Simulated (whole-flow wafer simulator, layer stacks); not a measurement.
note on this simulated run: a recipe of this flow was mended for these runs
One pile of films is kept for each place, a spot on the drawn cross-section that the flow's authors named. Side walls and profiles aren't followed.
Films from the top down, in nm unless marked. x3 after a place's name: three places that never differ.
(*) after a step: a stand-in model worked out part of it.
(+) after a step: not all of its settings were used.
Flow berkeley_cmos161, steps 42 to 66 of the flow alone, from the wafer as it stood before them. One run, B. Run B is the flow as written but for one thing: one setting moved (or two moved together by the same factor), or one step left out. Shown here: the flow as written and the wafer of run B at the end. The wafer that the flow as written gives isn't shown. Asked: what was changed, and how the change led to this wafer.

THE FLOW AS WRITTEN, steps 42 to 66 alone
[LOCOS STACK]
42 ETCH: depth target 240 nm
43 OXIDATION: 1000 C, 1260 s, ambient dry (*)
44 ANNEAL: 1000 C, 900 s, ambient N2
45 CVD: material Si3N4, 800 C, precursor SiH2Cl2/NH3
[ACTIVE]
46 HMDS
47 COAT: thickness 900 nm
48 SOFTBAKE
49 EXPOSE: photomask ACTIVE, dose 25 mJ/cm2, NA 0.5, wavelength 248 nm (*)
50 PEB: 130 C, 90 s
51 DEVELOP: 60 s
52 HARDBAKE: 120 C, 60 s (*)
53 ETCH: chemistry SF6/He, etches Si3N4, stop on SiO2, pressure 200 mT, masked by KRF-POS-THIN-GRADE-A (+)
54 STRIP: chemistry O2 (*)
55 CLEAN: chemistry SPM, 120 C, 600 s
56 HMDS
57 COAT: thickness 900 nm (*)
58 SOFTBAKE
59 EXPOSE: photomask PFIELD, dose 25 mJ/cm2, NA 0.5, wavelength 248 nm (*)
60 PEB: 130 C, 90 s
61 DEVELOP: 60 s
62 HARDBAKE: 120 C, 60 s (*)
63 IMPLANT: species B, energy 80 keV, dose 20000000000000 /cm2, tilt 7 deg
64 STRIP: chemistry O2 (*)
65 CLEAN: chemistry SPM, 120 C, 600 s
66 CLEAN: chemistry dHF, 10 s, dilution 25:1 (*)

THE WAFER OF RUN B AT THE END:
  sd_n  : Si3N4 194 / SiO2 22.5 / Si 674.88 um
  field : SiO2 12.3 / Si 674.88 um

The cause: step 43, OXIDATION: 984 C was run, where the flow has 1000 C.

How the change led to this, step by step:
  43 OXIDATION: 1000 C, 1260 s, ambient dry (*)
      field, sd_n, spacer_n and 6 more: SiO2 +22.5 (new film), Si -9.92 (as written it would be: SiO2 +26.6 (new film), Si -11.7)
